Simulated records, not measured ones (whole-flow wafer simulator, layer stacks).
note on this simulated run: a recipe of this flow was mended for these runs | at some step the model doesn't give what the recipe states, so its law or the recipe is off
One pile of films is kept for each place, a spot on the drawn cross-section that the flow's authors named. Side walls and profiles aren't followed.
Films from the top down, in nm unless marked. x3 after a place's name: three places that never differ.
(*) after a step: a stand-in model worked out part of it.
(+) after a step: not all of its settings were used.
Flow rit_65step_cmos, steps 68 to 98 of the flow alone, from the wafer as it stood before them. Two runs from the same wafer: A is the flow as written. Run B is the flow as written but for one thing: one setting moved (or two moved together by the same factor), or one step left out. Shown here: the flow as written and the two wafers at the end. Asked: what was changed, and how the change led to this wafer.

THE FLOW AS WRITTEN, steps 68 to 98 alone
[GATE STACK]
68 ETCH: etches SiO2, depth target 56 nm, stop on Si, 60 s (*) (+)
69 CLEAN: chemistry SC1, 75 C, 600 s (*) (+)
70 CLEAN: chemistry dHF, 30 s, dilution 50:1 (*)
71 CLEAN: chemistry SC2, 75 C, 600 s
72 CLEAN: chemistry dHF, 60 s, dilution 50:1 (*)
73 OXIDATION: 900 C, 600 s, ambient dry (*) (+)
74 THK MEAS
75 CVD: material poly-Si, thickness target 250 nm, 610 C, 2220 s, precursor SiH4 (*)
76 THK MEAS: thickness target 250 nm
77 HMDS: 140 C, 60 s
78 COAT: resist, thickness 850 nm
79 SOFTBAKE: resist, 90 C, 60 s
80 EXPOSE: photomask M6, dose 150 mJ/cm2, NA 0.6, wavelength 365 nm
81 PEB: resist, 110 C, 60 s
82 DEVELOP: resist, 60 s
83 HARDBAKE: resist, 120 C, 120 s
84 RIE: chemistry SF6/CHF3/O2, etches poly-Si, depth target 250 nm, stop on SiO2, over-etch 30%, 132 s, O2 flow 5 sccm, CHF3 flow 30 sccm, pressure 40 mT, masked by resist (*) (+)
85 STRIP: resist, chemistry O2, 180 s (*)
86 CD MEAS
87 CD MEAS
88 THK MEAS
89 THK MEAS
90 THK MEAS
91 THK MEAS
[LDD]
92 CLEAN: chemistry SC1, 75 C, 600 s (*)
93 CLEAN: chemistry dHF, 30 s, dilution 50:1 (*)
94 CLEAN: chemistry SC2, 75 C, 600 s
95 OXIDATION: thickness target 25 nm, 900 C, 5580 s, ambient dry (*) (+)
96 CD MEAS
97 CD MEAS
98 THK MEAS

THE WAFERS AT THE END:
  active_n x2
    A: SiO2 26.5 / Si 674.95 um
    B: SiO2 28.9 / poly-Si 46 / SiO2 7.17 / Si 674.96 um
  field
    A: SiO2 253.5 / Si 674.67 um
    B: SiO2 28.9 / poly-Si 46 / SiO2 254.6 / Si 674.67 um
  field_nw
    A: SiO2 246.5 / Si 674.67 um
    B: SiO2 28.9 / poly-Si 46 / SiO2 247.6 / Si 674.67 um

The cause: step 75, CVD: thickness target 388 nm was run, where the flow has thickness target 250 nm; step 75, CVD: 3441 s was run, where the flow has 2220 s.

How the change led to this, step by step:
  75 CVD: material poly-Si, thickness target 250 nm, 610 C, 2220 s, precursor SiH4 (*)
      field, field_pw, field_nw and 11 more: A poly-Si +250 (new film) | B poly-Si +388 (new film)
  84 RIE: chemistry SF6/CHF3/O2, etches poly-Si, depth target 250 nm, stop on SiO2, over-etch 30%, 132 s, O2 flow 5 sccm, CHF3 flow 30 sccm, pressure 40 mT, masked by resist (*) (+)
      field, field_pw, field_nw and 9 more: A poly-Si -250 (all of it), SiO2 -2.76 | B poly-Si -325
  85 STRIP: resist, chemistry O2, 180 s (*)
      field, field_pw, field_nw and 9 more: A nothing | B chemical SiO2 +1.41 (new film), poly-Si -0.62
  92 CLEAN: chemistry SC1, 75 C, 600 s (*)
      field, field_pw, field_nw and 9 more: A SiO2 -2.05 | B chemical SiO2 -0.81, poly-Si -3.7
  93 CLEAN: chemistry dHF, 30 s, dilution 50:1 (*)
      active_n x2, spacer, spacer_p, sd_n, sd_p, contact, m1: A SiO2 -2.36 (all of it) | B chemical SiO2 -0.6 (all of it)
      field, field_pw, field_nw, field_p: A SiO2 -2.78 | B chemical SiO2 -0.6 (all of it)
  95 OXIDATION: thickness target 25 nm, 900 C, 5580 s, ambient dry (*) (+)
      active_n x2, spacer, spacer_p, sd_n, sd_p, contact, m1: A SiO2 +26.5 (new film), chemical SiO2 -0.4 (all of it), Si -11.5 | B SiO2 +28.9 (new film), chemical SiO2 -0.4 (all of it), poly-Si -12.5
      field, field_pw: A SiO2 +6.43, Si -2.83 | B SiO2 +28.9 (new film), chemical SiO2 -0.4 (all of it), poly-Si -12.5
      (and at 2 more places)
